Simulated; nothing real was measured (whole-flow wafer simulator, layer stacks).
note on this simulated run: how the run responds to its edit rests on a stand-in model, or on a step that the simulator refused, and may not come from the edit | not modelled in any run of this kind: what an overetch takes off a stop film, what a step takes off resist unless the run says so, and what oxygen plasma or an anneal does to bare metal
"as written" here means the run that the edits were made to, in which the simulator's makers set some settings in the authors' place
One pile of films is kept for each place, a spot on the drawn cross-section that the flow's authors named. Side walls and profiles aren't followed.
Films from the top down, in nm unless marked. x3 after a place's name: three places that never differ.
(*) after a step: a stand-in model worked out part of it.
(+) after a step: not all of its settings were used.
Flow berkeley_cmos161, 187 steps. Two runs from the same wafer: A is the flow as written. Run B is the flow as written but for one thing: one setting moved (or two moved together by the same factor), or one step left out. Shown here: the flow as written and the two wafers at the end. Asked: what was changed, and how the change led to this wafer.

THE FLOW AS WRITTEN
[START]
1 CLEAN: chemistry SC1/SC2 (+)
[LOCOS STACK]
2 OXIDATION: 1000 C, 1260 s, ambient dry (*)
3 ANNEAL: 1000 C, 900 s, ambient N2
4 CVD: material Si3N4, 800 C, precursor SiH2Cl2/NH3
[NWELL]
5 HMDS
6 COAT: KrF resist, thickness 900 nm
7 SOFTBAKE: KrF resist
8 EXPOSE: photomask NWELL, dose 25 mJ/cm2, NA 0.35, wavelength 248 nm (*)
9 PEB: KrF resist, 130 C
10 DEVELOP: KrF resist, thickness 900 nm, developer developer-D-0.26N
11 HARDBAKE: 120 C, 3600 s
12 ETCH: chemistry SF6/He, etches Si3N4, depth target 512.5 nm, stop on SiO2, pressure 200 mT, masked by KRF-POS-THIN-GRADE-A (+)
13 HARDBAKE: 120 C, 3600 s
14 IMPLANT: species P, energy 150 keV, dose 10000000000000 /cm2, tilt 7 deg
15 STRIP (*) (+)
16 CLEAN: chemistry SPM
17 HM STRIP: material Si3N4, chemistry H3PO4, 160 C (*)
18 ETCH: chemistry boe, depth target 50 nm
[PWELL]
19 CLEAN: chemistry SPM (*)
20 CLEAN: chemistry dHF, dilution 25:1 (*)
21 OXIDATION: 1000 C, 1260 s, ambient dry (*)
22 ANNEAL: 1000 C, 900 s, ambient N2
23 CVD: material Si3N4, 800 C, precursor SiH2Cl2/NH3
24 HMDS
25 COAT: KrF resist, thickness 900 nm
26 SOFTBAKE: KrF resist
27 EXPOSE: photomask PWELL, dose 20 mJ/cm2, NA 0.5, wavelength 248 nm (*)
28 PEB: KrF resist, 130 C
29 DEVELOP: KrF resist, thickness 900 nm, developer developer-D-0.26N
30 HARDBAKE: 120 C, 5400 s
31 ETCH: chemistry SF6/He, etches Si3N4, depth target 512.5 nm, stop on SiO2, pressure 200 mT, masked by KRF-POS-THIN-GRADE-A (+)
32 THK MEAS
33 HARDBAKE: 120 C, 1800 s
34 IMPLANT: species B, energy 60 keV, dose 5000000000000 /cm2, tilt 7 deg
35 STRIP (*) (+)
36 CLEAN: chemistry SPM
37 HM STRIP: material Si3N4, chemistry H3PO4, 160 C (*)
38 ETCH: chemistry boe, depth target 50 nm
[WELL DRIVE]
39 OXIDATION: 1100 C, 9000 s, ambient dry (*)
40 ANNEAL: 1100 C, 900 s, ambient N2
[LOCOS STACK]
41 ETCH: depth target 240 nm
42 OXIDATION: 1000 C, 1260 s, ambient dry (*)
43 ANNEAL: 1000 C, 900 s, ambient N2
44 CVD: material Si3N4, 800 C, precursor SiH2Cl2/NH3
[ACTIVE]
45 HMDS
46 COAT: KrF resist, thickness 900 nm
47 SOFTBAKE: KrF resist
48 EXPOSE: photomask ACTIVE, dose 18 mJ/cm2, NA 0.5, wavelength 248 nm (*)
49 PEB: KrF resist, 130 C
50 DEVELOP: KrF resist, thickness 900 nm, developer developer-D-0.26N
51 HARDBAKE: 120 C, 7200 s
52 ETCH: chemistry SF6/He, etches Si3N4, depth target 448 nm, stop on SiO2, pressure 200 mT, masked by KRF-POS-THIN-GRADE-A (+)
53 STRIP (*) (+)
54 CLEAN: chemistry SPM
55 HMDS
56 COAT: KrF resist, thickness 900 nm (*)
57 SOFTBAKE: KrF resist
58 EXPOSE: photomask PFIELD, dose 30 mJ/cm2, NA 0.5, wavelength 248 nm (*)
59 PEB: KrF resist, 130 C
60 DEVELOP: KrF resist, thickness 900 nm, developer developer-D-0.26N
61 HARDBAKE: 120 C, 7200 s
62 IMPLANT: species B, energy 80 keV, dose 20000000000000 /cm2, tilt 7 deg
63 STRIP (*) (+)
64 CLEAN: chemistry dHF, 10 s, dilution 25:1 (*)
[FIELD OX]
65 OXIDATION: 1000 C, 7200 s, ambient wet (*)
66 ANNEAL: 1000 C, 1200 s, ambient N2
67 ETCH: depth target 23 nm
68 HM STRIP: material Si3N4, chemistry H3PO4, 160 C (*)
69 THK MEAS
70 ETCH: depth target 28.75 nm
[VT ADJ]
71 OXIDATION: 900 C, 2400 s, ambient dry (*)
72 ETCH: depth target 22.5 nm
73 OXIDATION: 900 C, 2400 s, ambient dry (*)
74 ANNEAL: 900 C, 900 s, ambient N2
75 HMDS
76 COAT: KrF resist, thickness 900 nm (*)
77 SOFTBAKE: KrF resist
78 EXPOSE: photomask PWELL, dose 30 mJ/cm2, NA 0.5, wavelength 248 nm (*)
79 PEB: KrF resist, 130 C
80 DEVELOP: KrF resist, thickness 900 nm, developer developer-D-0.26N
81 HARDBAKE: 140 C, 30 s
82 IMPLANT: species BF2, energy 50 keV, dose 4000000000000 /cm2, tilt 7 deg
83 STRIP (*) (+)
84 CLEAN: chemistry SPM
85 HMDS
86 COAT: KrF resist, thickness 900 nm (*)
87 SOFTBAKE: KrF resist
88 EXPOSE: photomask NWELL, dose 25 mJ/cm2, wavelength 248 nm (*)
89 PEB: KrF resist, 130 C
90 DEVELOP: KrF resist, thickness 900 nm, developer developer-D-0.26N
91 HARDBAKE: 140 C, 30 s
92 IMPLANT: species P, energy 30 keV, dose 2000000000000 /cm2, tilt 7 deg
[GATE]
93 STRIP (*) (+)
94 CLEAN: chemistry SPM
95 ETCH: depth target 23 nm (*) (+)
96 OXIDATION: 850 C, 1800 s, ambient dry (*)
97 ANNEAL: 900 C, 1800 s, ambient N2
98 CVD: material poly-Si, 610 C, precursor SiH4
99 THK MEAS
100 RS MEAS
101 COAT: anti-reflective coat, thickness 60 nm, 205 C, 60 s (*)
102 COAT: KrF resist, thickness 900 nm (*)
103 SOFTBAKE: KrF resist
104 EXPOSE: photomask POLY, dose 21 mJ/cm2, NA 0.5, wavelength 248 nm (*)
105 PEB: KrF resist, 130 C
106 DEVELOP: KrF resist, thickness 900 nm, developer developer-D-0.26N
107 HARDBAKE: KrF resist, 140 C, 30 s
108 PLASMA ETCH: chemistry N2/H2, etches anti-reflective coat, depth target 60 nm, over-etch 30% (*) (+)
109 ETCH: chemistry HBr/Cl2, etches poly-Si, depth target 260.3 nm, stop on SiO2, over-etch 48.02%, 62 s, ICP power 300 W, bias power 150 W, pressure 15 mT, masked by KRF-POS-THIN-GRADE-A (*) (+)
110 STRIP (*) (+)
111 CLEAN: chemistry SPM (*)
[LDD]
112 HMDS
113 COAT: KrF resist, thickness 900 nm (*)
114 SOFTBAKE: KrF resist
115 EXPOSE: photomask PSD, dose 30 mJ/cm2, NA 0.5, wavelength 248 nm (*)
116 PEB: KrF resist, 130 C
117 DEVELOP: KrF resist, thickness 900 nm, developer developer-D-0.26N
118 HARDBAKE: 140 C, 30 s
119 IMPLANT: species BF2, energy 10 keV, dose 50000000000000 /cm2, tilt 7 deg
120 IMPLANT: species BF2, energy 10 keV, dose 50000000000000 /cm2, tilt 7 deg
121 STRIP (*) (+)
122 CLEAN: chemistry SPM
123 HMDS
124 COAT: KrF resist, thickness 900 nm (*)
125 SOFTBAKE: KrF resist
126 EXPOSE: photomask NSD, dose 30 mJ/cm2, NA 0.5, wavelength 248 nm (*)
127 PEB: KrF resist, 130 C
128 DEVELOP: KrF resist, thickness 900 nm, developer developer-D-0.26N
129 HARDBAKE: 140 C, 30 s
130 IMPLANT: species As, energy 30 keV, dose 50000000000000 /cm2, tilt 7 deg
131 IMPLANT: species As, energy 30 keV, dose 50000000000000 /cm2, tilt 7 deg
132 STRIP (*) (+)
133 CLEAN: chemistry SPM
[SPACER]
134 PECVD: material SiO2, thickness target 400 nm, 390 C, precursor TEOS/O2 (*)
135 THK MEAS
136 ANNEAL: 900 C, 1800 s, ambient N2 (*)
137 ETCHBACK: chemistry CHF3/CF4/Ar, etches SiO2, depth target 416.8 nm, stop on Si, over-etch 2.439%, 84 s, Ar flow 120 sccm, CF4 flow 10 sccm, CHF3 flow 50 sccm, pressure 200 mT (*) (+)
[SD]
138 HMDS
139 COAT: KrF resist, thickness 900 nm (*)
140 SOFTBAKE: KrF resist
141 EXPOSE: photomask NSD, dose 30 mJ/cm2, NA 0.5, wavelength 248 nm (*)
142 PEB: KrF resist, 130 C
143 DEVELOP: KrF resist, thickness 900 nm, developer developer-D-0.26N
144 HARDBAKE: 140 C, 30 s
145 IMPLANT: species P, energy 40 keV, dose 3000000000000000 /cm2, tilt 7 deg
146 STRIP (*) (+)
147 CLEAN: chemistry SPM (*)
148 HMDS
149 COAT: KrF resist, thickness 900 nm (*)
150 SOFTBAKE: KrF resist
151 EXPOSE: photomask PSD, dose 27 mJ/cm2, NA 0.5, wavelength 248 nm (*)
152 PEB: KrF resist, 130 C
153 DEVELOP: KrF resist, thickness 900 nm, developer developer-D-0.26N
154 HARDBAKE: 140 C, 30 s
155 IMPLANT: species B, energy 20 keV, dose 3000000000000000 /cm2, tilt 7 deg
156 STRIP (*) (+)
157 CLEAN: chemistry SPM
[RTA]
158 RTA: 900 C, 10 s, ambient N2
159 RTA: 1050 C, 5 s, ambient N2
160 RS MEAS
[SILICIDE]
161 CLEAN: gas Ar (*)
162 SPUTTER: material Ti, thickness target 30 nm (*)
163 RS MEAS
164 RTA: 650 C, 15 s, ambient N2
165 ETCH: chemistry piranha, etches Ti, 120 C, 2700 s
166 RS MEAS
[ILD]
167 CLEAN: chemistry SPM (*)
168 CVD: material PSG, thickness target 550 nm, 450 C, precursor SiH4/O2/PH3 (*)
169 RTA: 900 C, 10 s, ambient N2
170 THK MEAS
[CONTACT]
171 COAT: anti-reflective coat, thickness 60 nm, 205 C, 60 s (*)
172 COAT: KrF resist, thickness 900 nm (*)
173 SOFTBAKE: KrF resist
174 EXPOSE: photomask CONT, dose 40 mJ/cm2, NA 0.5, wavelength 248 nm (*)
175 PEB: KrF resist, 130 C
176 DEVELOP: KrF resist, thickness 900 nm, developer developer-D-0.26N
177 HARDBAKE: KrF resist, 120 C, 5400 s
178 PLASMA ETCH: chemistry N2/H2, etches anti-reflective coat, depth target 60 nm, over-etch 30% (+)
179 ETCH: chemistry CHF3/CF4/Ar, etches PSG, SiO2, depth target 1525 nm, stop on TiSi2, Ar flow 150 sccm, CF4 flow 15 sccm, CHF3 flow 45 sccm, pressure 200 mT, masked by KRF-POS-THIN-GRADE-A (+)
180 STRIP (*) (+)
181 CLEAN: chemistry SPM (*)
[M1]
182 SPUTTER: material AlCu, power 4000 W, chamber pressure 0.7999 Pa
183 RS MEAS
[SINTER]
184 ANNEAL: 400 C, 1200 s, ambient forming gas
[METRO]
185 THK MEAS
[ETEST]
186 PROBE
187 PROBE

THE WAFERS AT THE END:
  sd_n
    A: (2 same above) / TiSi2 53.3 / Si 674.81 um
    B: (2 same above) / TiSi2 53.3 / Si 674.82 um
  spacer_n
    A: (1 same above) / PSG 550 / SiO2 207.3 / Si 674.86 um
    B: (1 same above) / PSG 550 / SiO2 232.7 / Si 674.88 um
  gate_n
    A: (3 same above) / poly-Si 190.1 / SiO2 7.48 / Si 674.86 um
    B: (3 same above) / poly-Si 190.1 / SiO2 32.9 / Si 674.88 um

The cause: step 41, ETCH: depth target 120 nm was run, where the flow has depth target 240 nm.

How the change led to this, step by step:
  41 ETCH: depth target 240 nm
      field, sd_n, spacer_n and 6 more: A SiO2 -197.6 (all of it) | B SiO2 -120
  42 OXIDATION: 1000 C, 1260 s, ambient dry (*)
      field, sd_n, spacer_n and 6 more: A SiO2 +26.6 (new film), Si -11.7 | B SiO2 +12.9, Si -5.68
  65 OXIDATION: 1000 C, 7200 s, ambient wet (*)
      gate_n, gate_p, m1: A SiO2 +12.1 (new film), Si3N4 -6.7 | B SiO2 +12.1 (new film), Si3N4 -6.7, SiO2 +0.14
      spacer_n, spacer_p: A SiO2 +12.1 (new film), Si3N4 -6.7 | B SiO2 +12.1 (new film), Si3N4 -6.7, SiO2 +0.18, Si -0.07
      (and at 4 more places)
  70 ETCH: depth target 28.75 nm
      spacer_n, gate_n, spacer_p, gate_p, m1: A SiO2 -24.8 (all of it) | B SiO2 -28.8
      sd_n, sd_p: A SiO2 -25 (all of it) | B SiO2 -28.8
      (and at 1 more place)
  71 OXIDATION: 900 C, 2400 s, ambient dry (*)
      spacer_n, gate_n, spacer_p, gate_p, m1: A SiO2 +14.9 (new film), Si -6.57 | B SiO2 +7.71, Si -3.39
      sd_n: A SiO2 +14.9 (new film), Si -6.57 | B SiO2 +7.17, Si -3.16
      (and at 2 more places)
  72 ETCH: depth target 22.5 nm
      sd_n, spacer_n, gate_n, sd_p, spacer_p, gate_p, contact, m1: A SiO2 -14.9 (all of it) | B SiO2 -22.5
  73 OXIDATION: 900 C, 2400 s, ambient dry (*)
      spacer_n, gate_n, spacer_p, gate_p, m1: A SiO2 +14.9 (new film), Si -6.57 | B SiO2 +7.19, Si -3.16
      sd_n: A SiO2 +14.9 (new film), Si -6.57 | B SiO2 +6.76, Si -2.98
      (and at 2 more places)
  95 ETCH: depth target 23 nm (*) (+)
      sd_n, spacer_n, gate_n, sd_p, spacer_p, gate_p, contact, m1: A SiO2 -14.9 (all of it) | B SiO2 -23
  96 OXIDATION: 850 C, 1800 s, ambient dry (*)
      spacer_n, gate_n, spacer_p, gate_p, m1: A SiO2 +7.48 (new film), Si -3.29 | B SiO2 +3.33, Si -1.47
      sd_n: A SiO2 +7.48 (new film), Si -3.29 | B SiO2 +3.06, Si -1.34
      (and at 2 more places)
  101 COAT: anti-reflective coat, thickness 60 nm, 205 C, 60 s (*)
      sd_n: A anti-reflective coat +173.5 (new film) | B anti-reflective coat +167.8 (new film)
      spacer_n: A anti-reflective coat +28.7 (new film) | B anti-reflective coat +33.1 (new film)
      (and at 4 more places)
  108 PLASMA ETCH: chemistry N2/H2, etches anti-reflective coat, depth target 60 nm, over-etch 30% (*) (+)
      sd_n: A anti-reflective coat -173.5 (all of it), poly-Si -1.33 | B anti-reflective coat -167.8 (all of it), poly-Si -1.29
      spacer_n: A anti-reflective coat -28.7 (all of it), poly-Si -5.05 | B anti-reflective coat -33.1 (all of it), poly-Si -4.74
      (and at 2 more places)
  110 STRIP (*) (+)
      gate_n: A chemical SiO2 +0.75 (new film), KrF resist -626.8 (all of it), anti-reflective coat -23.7 (all of it), poly-Si -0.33 | B chemical SiO2 +0.75 (new film), KrF resist -626.9 (all of it), anti-reflective coat -28.3 (all of it), poly-Si -0.33
      gate_p: A chemical SiO2 +0.75 (new film), KrF resist -598.2 (all of it), anti-reflective coat -27.9 (all of it), poly-Si -0.33 | B chemical SiO2 +0.75 (new film), KrF resist -598.3 (all of it), anti-reflective coat -33.6 (all of it), poly-Si -0.33
  137 ETCHBACK: chemistry CHF3/CF4/Ar, etches SiO2, depth target 416.8 nm, stop on Si, over-etch 2.439%, 84 s, Ar flow 120 sccm, CF4 flow 10 sccm, CHF3 flow 50 sccm, pressure 200 mT (*) (+)
      sd_n: A SiO2 -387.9 (all of it) | B SiO2 -427
      sd_p: A SiO2 -373.4 (all of it) | B SiO2 -413.9 (all of it)
      (and at 2 more places)
  139 COAT: KrF resist, thickness 900 nm (*)
      sd_n: A KrF resist +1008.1 (new film) | B KrF resist +1032.5 (new film)
      sd_p: A KrF resist +1012.1 (new film) | B KrF resist +1033.2 (new film)
  143 DEVELOP: KrF resist, thickness 900 nm, developer developer-D-0.26N
      sd_n: A KrF resist -1006.5 (all of it) | B KrF resist -1030.8 (all of it)
  144 HARDBAKE: 140 C, 30 s
      sd_p: A KrF resist -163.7 | B KrF resist -167.1
  ... 9 more steps ...
  182 SPUTTER: material AlCu, power 4000 W, chamber pressure 0.7999 Pa
      sd_p: A AlCu +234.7 (new film) | B AlCu +225.3 (new film)
